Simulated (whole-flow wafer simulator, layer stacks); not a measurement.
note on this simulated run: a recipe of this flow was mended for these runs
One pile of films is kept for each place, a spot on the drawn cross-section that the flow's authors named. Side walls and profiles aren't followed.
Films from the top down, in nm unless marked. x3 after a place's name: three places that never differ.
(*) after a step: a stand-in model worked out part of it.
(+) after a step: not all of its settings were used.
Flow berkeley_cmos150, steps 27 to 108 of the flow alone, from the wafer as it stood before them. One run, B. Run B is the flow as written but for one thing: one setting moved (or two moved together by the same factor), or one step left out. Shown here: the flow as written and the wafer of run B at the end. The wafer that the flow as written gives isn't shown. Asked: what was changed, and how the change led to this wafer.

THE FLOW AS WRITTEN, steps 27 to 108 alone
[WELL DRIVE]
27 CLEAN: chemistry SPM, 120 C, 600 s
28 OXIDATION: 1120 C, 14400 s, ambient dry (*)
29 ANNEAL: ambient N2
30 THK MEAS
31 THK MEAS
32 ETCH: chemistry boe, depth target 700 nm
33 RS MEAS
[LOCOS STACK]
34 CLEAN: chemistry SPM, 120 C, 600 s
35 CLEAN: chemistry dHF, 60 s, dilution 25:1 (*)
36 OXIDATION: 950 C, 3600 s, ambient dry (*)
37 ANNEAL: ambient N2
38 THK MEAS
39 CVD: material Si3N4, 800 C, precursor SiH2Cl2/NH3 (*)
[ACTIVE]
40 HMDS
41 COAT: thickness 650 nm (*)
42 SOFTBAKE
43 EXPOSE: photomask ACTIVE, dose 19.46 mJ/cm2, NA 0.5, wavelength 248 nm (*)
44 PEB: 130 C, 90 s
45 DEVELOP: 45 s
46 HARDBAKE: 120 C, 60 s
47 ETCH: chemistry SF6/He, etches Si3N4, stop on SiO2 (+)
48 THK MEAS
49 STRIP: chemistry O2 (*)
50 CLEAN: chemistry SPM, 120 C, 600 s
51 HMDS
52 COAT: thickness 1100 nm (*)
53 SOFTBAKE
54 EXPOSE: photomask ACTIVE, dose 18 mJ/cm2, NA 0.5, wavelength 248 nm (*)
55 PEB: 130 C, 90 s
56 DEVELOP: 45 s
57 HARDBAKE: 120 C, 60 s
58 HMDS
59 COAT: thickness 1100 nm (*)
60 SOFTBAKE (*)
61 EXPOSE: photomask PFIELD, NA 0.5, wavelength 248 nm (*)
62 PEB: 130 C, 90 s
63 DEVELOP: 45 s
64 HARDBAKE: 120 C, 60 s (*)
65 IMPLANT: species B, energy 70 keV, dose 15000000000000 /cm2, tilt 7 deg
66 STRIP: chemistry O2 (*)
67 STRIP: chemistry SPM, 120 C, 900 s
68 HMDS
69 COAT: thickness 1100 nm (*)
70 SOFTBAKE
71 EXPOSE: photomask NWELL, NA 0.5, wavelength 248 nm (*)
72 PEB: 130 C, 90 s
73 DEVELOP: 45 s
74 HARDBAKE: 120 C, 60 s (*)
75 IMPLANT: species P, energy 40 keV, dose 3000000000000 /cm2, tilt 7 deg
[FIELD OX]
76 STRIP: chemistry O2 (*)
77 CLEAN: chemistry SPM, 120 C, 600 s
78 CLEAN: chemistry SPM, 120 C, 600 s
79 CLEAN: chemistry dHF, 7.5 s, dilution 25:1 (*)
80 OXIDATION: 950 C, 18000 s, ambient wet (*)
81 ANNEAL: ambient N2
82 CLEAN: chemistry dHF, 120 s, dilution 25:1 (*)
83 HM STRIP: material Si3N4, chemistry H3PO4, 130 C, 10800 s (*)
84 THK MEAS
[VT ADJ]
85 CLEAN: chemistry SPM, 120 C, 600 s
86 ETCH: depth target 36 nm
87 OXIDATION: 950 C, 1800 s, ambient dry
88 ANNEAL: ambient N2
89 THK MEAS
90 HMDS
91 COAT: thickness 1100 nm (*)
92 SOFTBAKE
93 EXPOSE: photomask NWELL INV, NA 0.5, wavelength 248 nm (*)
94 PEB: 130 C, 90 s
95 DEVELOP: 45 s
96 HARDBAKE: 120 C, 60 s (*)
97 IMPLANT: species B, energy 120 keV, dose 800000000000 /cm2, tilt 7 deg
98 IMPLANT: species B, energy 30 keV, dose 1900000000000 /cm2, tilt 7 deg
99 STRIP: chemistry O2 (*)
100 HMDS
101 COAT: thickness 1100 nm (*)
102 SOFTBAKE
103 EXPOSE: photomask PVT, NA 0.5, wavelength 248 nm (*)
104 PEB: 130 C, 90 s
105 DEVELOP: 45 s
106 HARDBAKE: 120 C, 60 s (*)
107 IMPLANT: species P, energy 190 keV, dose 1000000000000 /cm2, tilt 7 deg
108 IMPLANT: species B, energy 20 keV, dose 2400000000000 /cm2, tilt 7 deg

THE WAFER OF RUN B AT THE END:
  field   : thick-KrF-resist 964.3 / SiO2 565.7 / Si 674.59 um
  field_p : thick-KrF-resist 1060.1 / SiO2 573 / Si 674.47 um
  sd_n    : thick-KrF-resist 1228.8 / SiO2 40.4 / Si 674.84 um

The cause: step 32, ETCH: depth target 513 nm was run, where the flow has depth target 700 nm.

How the change led to this, step by step:
  32 ETCH: chemistry boe, depth target 700 nm
      field_p, sd_p, gate_p: SiO2 -513 (as written it would be: SiO2 -555.5 (all of it))
  34 CLEAN: chemistry SPM, 120 C, 600 s
      field_p, sd_p, gate_p: nothing (as written it would be: chemical SiO2 +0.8 (new film), Si -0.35)
  35 CLEAN: chemistry dHF, 60 s, dilution 25:1 (*)
      field_p, sd_p, gate_p: SiO2 -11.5 (as written it would be: chemical SiO2 -0.8 (all of it))
  36 OXIDATION: 950 C, 3600 s, ambient dry (*)
      field_p, sd_p, gate_p: SiO2 +18.9, Si -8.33 (as written it would be: SiO2 +31.5 (new film), Si -13.8)
  41 COAT: thickness 650 nm (*)
      field: KrF-resist +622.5 (new film) (as written it would be: KrF-resist +646.4 (new film))
  45 DEVELOP: 45 s
      field: KrF-resist -621.1 (all of it) (as written it would be: KrF-resist -645 (all of it))
  80 OXIDATION: 950 C, 18000 s, ambient wet (*)
      gate_p: SiO2 +10.3 (new film), Si3N4 -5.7, SiO2 +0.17, Si -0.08 (as written it would be: SiO2 +10.3 (new film), Si3N4 -5.7)
  86 ETCH: depth target 36 nm
      sd_p, gate_p: SiO2 -36 (as written it would be: SiO2 -29.6 (all of it))
  87 OXIDATION: 950 C, 1800 s, ambient dry
      sd_p: SiO2 +15.9, Si -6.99 (as written it would be: SiO2 +20.4 (new film), Si -8.98)
      gate_p: SiO2 +15.8, Si -6.97 (as written it would be: SiO2 +20.4 (new film), Si -8.98)
